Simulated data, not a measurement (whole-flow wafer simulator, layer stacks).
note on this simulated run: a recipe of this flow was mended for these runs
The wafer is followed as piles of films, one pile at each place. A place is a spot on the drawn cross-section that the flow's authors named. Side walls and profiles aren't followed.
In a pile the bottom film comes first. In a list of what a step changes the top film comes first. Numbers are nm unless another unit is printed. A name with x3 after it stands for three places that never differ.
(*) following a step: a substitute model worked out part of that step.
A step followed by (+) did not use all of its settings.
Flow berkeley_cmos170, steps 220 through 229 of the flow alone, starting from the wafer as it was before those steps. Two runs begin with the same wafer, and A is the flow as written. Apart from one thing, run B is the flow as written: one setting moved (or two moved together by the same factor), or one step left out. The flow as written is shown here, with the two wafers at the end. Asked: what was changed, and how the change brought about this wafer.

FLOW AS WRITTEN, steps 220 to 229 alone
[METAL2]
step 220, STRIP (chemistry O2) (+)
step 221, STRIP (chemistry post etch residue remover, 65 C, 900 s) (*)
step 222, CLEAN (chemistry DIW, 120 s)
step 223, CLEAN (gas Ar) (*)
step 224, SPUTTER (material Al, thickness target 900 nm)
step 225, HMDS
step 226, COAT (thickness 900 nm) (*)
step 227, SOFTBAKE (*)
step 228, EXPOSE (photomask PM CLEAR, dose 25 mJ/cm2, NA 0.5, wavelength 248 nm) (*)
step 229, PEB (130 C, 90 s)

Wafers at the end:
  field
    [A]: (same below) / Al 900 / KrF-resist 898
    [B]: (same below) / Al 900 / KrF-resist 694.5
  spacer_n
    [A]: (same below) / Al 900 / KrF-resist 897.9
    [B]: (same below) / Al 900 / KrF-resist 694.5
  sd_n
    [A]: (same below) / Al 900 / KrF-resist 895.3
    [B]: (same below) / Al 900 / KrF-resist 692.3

What caused this: step 226, COAT: thickness 696 nm was run, whereas the flow has thickness 900 nm.

Step by step, how the change led to this:
  step 226, COAT (thickness 900 nm) (*)
      field, mark: A KrF-resist gains 900 (new film) | B KrF-resist gains 696 (new film)
      spacer_n, gate_n: A KrF-resist gains 899.9 (new film) | B KrF-resist gains 695.9 (new film)
      (as well as at 9 more places)
  step 229, PEB (130 C, 90 s)
      field, mark, spacer_n, gate_n, sd_p, spacer_p, gate_p: A KrF-resist loses 2 | B KrF-resist loses 1.48
      sd_n: A KrF-resist loses 1.99 | B KrF-resist loses 1.47
      (as well as at 5 more places)
